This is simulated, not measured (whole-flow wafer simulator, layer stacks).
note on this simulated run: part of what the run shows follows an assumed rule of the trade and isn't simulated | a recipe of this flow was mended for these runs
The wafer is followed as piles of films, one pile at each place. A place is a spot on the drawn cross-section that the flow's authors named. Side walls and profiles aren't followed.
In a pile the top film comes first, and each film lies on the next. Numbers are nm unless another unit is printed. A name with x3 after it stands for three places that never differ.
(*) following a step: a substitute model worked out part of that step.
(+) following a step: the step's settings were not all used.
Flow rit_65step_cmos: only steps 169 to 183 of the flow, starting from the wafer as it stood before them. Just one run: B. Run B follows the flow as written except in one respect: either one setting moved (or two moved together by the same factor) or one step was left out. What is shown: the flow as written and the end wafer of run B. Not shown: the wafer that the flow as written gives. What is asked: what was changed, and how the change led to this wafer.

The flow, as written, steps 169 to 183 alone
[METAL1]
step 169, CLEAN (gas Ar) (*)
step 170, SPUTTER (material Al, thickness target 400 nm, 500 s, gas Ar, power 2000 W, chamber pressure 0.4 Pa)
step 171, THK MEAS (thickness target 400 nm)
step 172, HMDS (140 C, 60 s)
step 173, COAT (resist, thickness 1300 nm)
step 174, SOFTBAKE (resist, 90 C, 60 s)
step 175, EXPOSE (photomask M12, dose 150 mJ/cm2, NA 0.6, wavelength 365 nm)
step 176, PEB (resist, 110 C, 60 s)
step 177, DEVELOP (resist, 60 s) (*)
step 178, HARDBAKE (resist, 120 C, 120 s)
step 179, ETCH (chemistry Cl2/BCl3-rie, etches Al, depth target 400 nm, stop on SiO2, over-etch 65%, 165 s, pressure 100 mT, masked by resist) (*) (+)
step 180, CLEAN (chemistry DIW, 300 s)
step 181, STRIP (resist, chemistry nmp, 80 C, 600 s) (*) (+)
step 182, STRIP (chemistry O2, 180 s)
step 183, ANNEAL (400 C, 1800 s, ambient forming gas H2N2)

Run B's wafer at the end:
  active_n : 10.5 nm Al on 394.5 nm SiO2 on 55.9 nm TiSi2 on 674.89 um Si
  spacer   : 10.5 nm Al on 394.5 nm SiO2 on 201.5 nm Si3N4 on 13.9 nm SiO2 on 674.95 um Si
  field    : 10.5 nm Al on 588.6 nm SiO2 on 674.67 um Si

What caused this: step 179, ETCH: depth target 228 nm was run, though the flow has depth target 400 nm; step 179, ETCH: 94 s was run, where the flow has 165 s.

How this came from the change, step by step:
  step 179, ETCH (chemistry Cl2/BCl3-rie, etches Al, depth target 400 nm, stop on SiO2, over-etch 65%, 165 s, pressure 100 mT, masked by resist) (*) (+)
      field, field_pw, field_nw and 9 more: Al loses 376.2 (it would be, as written: Al loses 386.7 (all of it), SiO2 loses 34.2)
      contact, m1: resist loses 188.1 (it would be, as written: resist loses 330)
  step 181, STRIP (resist, chemistry nmp, 80 C, 600 s) (*) (+)
      contact: resist loses 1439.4 (all of it) (it would be, as written: resist loses 1297.5 (all of it))
      m1: resist loses 960.1 (all of it) (it would be, as written: resist loses 818.2 (all of it))
If metal films that touch count as one body, active_n has 1 body; the flow as written gives 0 bodies.
If metal films that touch count as one body, spacer has 1 body; the flow as written gives 0 bodies.
If metal films that touch count as one body, field has 1 body; the flow as written gives 0 bodies.
